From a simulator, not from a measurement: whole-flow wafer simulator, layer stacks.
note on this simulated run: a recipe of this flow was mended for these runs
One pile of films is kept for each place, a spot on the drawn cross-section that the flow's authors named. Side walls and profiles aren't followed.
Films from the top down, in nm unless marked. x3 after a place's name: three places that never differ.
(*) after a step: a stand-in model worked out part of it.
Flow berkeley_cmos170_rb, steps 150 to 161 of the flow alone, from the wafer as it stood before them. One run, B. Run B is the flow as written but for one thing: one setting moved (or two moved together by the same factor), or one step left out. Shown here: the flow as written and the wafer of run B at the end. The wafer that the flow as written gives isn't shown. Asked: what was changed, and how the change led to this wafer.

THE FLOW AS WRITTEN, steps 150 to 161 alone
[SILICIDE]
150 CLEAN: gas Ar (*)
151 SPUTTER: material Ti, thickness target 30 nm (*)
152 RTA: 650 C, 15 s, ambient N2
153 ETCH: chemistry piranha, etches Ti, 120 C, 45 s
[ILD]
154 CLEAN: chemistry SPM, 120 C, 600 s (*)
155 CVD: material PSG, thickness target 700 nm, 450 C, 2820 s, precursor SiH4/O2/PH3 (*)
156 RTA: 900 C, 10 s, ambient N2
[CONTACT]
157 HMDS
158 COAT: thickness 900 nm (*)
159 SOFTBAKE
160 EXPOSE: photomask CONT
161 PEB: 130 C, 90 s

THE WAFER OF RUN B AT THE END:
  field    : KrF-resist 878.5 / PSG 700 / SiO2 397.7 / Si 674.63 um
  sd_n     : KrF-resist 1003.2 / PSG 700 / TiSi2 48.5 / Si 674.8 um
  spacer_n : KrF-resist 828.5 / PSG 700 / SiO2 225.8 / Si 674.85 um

The cause: step 151, SPUTTER: thickness target 26 nm was run, where the flow has thickness target 30 nm.

How the change led to this, step by step:
  151 SPUTTER: material Ti, thickness target 30 nm (*)
      field, sd_n, spacer_n, gate, spacer_p, gate_p, contact, m1: Ti +26 (new film) (as written it would be: Ti +30 (new film))
      sd_p: Ti +24.2 (new film) (as written it would be: Ti +27.9 (new film))
  152 RTA: 650 C, 15 s, ambient N2
      sd_n, contact, m1: Ti -20.3, TiSi2 C49 +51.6 (new film), Si -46 (as written it would be: Ti -23.4, TiSi first +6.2 (new film), TiSi2 C49 +50.3 (new film), Si -49)
      gate, gate_p: Ti -20.3, TiSi2 C49 +51.6 (new film), poly-Si -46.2 (as written it would be: Ti -23.4, TiSi first +6.2 (new film), TiSi2 C49 +50.3 (new film), poly-Si -49.2)
      (and at 1 more place)
  153 ETCH: chemistry piranha, etches Ti, 120 C, 45 s
      sd_n, gate, gate_p, contact, m1: Ti -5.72 (all of it), TiSi2 C49 -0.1 (as written it would be: Ti -6.6 (all of it), TiSi first -0.1)
      sd_p: Ti -5.32 (all of it), TiSi2 C49 -0.1 (as written it would be: Ti -6.14 (all of it), TiSi first -0.1)
      (and at 3 more places)
  156 RTA: 900 C, 10 s, ambient N2
      sd_n, contact, m1: under 1 film: TiSi2 +48.5 (new film), TiSi2 C49 -51.5 (all of it) (as written it would be: under 1 film: TiSi2 +55.9 (new film), TiSi first -6.09 (all of it), TiSi2 C49 -50.3 (all of it), Si -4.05)
      gate, gate_p: under 1 film: TiSi2 +48.5 (new film), TiSi2 C49 -51.5 (all of it) (as written it would be: under 1 film: TiSi2 +55.9 (new film), TiSi first -6.09 (all of it), TiSi2 C49 -50.3 (all of it), poly-Si -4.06)
      (and at 1 more place)
